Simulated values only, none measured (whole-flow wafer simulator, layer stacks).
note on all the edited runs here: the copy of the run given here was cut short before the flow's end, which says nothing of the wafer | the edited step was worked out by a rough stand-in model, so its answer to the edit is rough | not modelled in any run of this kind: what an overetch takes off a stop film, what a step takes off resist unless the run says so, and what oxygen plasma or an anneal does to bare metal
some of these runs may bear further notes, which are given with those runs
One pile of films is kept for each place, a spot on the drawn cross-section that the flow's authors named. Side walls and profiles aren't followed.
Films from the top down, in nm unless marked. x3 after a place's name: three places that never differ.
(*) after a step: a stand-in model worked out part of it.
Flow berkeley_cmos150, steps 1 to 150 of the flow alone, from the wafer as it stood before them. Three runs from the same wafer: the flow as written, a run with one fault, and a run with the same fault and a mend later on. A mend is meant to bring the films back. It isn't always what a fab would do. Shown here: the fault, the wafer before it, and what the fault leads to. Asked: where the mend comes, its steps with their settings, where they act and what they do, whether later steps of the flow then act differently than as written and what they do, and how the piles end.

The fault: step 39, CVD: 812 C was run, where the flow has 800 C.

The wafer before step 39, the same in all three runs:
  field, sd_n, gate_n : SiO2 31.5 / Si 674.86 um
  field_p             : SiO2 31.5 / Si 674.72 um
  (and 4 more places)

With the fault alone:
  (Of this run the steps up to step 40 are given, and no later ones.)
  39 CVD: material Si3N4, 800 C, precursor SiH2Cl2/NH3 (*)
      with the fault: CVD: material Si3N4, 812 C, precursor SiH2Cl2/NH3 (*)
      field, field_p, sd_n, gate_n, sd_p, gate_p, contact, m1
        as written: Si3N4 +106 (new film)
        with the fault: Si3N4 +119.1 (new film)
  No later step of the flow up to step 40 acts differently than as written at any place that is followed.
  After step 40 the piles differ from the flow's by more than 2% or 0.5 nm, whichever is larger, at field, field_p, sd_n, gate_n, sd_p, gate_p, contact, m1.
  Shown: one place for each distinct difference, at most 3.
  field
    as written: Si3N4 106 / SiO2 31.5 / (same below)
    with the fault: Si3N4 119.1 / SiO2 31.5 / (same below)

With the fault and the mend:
  The mend comes after step 39.
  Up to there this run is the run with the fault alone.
  39a HM STRIP: material Si3N4, chemistry H3PO4, 130 C, 441 s (*) (the flow's step 24 once more, with other settings)
      field, field_p, sd_n, gate_n, sd_p, gate_p, contact, m1
        Si3N4 -13.1
  No later step of the flow acts differently than as written at any place that is followed.
  At the end the piles are the same as the flow's at every place that both follow.
